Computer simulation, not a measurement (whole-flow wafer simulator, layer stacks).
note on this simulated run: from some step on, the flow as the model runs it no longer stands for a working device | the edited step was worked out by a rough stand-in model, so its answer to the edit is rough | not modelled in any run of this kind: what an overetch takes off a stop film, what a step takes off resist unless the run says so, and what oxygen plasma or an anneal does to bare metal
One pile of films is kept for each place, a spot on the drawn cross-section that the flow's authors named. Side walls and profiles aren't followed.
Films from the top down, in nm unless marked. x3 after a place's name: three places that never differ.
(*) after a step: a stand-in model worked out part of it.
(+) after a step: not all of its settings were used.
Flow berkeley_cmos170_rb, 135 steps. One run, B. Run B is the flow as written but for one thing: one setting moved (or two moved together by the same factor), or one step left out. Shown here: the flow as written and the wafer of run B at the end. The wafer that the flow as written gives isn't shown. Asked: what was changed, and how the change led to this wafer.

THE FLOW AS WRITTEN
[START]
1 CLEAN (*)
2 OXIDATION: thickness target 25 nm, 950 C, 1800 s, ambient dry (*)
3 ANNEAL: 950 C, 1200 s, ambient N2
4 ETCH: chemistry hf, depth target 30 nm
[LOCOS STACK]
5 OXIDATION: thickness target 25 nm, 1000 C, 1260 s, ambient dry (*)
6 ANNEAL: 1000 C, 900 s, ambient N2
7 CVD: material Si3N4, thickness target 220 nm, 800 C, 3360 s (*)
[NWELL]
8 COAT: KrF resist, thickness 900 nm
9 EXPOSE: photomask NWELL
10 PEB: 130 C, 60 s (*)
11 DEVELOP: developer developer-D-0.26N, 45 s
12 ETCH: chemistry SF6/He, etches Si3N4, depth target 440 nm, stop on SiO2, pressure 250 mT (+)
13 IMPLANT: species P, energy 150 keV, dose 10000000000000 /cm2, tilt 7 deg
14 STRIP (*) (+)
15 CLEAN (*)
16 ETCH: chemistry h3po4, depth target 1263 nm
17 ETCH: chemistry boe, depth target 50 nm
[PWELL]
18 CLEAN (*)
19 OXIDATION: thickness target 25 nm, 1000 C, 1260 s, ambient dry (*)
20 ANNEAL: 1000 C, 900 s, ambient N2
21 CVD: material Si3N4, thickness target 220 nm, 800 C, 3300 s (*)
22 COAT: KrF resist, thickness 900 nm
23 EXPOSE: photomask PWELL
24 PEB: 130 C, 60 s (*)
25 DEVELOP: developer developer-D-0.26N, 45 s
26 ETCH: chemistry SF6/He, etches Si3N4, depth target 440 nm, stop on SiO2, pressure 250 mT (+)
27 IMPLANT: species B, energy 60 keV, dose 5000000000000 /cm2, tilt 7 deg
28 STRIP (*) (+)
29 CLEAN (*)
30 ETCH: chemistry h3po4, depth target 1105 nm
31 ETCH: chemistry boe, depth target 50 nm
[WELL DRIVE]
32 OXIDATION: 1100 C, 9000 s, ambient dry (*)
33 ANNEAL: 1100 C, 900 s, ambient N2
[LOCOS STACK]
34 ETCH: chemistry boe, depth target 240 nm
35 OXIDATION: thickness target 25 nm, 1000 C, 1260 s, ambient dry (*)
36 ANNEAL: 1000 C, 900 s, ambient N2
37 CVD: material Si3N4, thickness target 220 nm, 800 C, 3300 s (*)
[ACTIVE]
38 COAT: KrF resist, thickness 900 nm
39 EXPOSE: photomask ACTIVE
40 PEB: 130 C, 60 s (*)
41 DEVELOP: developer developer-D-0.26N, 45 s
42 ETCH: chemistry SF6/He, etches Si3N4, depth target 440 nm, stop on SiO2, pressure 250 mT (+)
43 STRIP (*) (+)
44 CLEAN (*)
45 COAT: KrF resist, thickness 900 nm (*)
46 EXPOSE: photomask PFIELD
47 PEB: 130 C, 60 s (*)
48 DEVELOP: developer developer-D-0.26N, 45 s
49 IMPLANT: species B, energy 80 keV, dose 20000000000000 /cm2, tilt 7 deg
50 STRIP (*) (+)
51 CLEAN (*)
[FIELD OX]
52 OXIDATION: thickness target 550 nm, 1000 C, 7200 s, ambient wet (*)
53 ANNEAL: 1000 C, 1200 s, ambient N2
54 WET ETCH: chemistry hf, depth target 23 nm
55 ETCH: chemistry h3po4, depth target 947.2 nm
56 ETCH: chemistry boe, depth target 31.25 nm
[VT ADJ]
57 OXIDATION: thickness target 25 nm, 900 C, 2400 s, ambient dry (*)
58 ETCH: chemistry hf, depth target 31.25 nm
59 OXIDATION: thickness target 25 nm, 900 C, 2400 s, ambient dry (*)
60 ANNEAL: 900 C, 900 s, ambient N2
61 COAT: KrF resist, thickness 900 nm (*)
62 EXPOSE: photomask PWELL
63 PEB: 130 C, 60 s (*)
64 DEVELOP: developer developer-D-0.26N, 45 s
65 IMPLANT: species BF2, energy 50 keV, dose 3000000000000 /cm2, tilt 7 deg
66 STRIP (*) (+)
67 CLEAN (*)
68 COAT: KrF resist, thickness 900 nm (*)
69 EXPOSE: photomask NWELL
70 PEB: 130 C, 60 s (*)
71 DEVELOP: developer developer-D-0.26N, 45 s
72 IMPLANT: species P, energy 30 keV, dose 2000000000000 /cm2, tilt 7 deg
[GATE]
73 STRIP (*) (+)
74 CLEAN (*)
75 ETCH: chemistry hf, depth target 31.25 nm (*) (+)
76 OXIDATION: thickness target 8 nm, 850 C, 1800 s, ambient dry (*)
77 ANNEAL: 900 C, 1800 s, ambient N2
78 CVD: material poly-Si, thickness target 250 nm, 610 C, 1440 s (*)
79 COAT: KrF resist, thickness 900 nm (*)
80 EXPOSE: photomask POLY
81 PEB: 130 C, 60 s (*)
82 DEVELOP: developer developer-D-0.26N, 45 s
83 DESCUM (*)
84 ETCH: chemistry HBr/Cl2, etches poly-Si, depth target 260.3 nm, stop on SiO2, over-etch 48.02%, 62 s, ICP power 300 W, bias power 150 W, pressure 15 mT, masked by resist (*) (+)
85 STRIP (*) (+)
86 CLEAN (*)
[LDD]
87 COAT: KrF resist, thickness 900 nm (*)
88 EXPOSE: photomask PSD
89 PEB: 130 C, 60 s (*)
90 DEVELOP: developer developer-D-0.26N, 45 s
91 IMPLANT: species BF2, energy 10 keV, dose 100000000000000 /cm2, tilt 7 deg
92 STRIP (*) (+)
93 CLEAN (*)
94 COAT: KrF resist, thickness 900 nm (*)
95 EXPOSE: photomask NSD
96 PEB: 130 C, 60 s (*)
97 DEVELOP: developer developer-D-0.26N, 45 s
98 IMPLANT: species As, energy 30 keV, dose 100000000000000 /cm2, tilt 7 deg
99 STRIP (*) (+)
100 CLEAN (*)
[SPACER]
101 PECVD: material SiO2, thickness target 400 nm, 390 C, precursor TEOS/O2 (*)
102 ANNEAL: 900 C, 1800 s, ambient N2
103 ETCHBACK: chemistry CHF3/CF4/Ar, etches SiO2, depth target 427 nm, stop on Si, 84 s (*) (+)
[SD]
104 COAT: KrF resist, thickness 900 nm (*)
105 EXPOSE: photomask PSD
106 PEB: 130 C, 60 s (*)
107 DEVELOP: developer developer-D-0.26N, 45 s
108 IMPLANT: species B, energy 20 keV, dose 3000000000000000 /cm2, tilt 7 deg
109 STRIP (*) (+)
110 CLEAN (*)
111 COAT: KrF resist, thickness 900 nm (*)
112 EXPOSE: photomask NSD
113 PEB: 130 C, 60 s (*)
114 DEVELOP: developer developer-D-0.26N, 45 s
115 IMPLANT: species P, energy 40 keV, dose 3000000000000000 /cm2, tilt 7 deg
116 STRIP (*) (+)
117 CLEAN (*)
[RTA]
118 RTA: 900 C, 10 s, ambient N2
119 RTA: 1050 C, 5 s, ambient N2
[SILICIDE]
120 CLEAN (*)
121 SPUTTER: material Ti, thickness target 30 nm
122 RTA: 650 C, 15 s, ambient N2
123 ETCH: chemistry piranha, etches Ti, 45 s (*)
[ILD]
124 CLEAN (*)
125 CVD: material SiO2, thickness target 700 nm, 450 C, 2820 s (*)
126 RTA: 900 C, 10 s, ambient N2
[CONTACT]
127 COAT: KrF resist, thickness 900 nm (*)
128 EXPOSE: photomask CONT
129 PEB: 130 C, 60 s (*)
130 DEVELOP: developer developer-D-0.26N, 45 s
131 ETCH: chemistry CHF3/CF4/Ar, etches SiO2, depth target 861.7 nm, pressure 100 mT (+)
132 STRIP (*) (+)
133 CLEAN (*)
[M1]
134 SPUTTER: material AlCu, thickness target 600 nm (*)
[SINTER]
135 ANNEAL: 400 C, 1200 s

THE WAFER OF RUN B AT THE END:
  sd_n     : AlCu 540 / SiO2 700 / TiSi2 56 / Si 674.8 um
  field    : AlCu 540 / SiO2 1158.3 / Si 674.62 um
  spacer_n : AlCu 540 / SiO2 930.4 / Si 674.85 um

The cause: step 134, SPUTTER: thickness target 540 nm was run, where the flow has thickness target 600 nm.
It can be read off the wafer: sd_n has AlCu 540, and step 134 as written asks for 600 nm.

How the change led to this, step by step:
  134 SPUTTER: material AlCu, thickness target 600 nm (*)
      field, sd_n, spacer_n, gate, spacer_p, gate_p, m1: AlCu +540 (new film) (as written it would be: AlCu +600 (new film))
      sd_p: AlCu +488.8 (new film) (as written it would be: AlCu +545.9 (new film))
      (and at 1 more place)
